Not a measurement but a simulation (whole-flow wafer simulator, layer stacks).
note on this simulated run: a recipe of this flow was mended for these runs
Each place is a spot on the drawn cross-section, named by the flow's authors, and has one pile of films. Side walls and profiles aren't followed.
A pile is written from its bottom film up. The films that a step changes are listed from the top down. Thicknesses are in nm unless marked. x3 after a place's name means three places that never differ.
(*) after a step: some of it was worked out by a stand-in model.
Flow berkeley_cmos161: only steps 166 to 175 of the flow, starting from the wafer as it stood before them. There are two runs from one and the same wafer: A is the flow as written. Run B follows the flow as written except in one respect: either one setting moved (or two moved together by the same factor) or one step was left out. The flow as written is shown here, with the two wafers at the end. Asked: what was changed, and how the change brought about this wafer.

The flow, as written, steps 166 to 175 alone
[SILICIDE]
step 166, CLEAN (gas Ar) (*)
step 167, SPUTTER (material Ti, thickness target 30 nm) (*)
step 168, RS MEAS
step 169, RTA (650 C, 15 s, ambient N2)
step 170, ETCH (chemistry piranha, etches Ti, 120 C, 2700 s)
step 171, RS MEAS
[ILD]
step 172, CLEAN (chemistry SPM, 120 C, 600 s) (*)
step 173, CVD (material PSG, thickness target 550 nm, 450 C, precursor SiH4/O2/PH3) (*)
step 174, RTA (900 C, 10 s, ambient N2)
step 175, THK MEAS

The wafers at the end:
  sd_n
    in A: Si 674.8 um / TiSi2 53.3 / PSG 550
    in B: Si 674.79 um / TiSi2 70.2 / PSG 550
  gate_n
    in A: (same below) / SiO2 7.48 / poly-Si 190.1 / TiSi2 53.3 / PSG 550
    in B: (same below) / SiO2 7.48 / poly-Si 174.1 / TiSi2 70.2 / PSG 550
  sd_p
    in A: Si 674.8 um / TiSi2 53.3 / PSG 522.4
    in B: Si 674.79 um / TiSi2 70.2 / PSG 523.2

The reason: step 167, SPUTTER: thickness target 39 nm was run, whereas the flow has thickness target 30 nm.

How this came from the change, step by step:
  step 167, SPUTTER (material Ti, thickness target 30 nm) (*)
      field, sd_n, spacer_n, gate_n, sd_p, spacer_p, gate_p, contact x2: A Ti gains 30 (new film) | B Ti gains 39 (new film)
  step 169, RTA (650 C, 15 s, ambient N2)
      sd_n, sd_p, contact x2: A Ti loses 23.4, TiSi first gains 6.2 (new film), TiSi2 C49 gains 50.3 (new film), Si loses 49 | B Ti loses 30.4, TiSi first gains 25.8 (new film), TiSi2 C49 gains 39.1 (new film), Si loses 51.9
      gate_n, gate_p: A Ti loses 23.4, TiSi first gains 6.2 (new film), TiSi2 C49 gains 50.3 (new film), poly-Si loses 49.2 | B Ti loses 30.4, TiSi first gains 25.8 (new film), TiSi2 C49 gains 39.1 (new film), poly-Si loses 52.1
  step 170, ETCH (chemistry piranha, etches Ti, 120 C, 2700 s)
      sd_n, gate_n, sd_p, gate_p, contact x2: A Ti loses 6.6 (all of it), TiSi first loses 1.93 | B Ti loses 8.58 (all of it), TiSi first loses 1.93
      field, spacer_n, spacer_p: A Ti loses 30 (all of it) | B Ti loses 39 (all of it)
  step 174, RTA (900 C, 10 s, ambient N2)
      sd_n, sd_p, contact x2: A under 1 film: TiSi2 gains 53.3 (new film), TiSi first loses 4.27 (all of it), TiSi2 C49 loses 50.3 (all of it), Si loses 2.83 | B under 1 film: TiSi2 gains 70.2 (new film), TiSi first loses 23.8 (all of it), TiSi2 C49 loses 39.1 (all of it), Si loses 15.8
      gate_n, gate_p: A under 1 film: TiSi2 gains 53.3 (new film), TiSi first loses 4.27 (all of it), TiSi2 C49 loses 50.3 (all of it), poly-Si loses 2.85 | B under 1 film: TiSi2 gains 70.2 (new film), TiSi first loses 23.8 (all of it), TiSi2 C49 loses 39.1 (all of it), poly-Si loses 15.9
